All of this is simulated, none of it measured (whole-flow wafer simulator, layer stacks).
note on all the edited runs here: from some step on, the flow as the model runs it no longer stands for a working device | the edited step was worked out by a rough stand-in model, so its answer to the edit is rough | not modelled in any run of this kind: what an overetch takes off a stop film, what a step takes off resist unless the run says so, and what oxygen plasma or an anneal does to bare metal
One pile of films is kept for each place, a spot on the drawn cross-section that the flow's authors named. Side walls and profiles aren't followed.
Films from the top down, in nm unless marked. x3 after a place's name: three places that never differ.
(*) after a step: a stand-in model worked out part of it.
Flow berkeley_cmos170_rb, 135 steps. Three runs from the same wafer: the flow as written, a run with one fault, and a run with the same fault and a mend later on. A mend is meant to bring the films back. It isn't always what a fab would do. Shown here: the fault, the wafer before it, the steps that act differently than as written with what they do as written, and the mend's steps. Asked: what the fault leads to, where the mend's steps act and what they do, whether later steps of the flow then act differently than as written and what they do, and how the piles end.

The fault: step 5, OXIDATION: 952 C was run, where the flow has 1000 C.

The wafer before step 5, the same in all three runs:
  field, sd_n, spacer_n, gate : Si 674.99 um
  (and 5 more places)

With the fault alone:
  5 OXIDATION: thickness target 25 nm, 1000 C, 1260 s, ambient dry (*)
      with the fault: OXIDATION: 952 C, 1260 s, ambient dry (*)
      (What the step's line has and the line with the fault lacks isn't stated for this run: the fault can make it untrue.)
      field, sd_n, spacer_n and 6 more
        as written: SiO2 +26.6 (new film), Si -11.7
        with the fault: SiO2 +16.8 (new film), Si -7.4
  Later steps of the flow that act differently than as written:
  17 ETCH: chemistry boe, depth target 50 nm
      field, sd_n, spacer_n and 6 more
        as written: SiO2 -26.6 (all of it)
        with the fault: SiO2 -16.8 (all of it)
  At the end the piles differ from the flow's only slightly at the places that both follow, by at most 2% or 0.5 nm, whichever is larger.

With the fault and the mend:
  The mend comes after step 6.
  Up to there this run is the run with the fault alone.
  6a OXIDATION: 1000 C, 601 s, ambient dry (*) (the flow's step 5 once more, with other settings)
      field, sd_n, spacer_n and 6 more
        SiO2 +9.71, Si -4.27
  No later step of the flow acts differently than as written, at any place that is followed, by more than 2% or 0.5 nm, whichever is larger.
  At the end the piles are the same as the flow's at every place that both follow.
